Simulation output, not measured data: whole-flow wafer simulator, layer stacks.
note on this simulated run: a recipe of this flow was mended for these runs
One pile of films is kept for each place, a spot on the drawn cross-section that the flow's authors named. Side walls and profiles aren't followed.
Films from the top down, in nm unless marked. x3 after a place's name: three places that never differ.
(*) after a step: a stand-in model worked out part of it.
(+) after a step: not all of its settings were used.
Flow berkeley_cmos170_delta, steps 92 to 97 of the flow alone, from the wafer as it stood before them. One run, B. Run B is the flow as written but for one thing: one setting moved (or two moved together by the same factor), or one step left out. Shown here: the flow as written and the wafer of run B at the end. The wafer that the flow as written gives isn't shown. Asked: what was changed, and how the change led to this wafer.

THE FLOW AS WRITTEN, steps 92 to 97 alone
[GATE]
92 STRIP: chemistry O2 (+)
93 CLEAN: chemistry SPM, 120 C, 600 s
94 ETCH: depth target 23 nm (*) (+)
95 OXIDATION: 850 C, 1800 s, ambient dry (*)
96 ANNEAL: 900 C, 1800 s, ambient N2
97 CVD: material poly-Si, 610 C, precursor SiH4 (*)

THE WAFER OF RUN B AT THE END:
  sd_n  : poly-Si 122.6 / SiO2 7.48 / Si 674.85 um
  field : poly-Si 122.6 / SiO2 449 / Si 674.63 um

The cause: step 97, CVD: 578 C was run, where the flow has 610 C.

How the change led to this, step by step:
  97 CVD: material poly-Si, 610 C, precursor SiH4 (*)
      field, sd_n, spacer_n, gate, sd_p, spacer_p x2, contact, m1: poly-Si +122.6 (new film) (as written it would be: poly-Si +250 (new film))
